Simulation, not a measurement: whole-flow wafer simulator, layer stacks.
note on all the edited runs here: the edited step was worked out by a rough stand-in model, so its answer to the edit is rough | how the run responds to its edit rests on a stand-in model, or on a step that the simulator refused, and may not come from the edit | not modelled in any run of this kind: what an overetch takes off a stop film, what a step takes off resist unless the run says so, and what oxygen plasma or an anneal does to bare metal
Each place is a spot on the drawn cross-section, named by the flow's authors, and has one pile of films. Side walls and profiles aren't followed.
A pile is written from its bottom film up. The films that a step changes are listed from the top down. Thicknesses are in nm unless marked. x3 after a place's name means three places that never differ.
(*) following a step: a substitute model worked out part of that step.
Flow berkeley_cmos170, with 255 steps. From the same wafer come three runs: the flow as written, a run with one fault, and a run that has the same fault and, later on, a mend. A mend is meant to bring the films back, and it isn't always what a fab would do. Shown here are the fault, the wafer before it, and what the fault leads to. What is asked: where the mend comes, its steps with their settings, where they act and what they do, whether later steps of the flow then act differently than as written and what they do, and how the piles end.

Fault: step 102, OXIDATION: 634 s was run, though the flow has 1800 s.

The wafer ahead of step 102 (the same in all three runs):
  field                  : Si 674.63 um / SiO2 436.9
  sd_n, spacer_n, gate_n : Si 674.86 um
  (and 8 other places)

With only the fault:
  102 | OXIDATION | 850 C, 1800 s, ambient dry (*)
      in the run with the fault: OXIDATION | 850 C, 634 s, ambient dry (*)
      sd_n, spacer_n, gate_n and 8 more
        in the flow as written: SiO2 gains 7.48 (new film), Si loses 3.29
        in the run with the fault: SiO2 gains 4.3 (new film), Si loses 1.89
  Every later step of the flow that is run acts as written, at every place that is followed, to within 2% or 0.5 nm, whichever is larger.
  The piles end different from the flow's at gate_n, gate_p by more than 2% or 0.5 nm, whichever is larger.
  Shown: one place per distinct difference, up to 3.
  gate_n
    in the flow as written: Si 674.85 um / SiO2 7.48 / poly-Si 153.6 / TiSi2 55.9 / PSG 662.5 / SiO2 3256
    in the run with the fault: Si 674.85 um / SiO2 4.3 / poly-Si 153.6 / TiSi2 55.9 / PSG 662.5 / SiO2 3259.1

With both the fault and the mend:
  The mend stands after step 102.
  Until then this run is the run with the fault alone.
  102a | OXIDATION | 850 C, 1166 s, ambient dry (*) (the flow's step 102 again, with other settings)
      sd_n, spacer_n, gate_n and 8 more
        SiO2 gains 3.18, Si loses 1.4
      field
        SiO2 gains 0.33, Si loses 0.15
  Every later step of the flow that is run acts as written at every place that is followed.
  The piles end the same as the flow's at every place that both follow.
